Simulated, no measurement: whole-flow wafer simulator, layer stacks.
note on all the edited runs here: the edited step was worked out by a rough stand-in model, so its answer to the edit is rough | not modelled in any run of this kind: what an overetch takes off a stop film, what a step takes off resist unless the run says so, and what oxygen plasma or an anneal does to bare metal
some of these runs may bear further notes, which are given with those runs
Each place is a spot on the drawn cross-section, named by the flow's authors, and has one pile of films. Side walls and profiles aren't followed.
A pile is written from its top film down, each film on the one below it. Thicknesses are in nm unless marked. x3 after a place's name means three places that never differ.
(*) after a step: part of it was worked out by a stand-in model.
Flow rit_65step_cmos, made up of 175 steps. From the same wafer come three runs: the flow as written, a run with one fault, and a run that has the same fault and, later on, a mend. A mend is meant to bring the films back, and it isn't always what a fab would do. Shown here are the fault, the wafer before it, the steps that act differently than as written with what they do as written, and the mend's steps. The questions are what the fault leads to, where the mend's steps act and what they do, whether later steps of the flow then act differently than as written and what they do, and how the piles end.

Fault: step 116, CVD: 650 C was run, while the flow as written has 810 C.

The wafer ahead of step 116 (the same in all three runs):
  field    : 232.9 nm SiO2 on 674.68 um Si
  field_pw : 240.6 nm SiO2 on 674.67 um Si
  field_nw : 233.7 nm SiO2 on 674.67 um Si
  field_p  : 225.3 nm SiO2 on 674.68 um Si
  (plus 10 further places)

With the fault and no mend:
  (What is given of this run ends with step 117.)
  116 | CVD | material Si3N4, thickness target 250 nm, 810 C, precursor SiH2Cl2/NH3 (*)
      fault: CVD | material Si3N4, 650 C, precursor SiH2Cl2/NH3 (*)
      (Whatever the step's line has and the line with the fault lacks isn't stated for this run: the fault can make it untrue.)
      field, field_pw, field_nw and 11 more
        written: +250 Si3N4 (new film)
        fault: +11.1 Si3N4 (new film)
  None of the later steps of the flow up to step 117 acts differently than as written at any place that is followed.
  The piles after step 117 differ from the flow's at field, field_pw, field_nw and 11 more by more than 2% or 0.5 nm, whichever is larger.
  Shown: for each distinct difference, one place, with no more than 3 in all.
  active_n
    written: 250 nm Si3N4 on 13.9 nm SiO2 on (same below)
    fault: 11.1 nm Si3N4 on 13.9 nm SiO2 on (same below)
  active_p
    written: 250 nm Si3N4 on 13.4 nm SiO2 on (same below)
    fault: 11.1 nm Si3N4 on 13.4 nm SiO2 on (same below)
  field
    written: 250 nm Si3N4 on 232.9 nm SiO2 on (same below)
    fault: 11.1 nm Si3N4 on 232.9 nm SiO2 on (same below)

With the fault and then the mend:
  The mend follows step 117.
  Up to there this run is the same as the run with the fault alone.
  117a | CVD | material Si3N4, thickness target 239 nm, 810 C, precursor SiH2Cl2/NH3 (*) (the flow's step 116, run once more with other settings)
      field, field_pw, field_nw and 11 more
        +239 Si3N4
  None of the later steps of the flow differs from how it acts as written, at any place that is followed, by more than 2% or 0.5 nm, whichever is larger.
  At the end the piles are close to the flow's at the places that both follow, differing by at most 2% or 0.5 nm, whichever is larger.
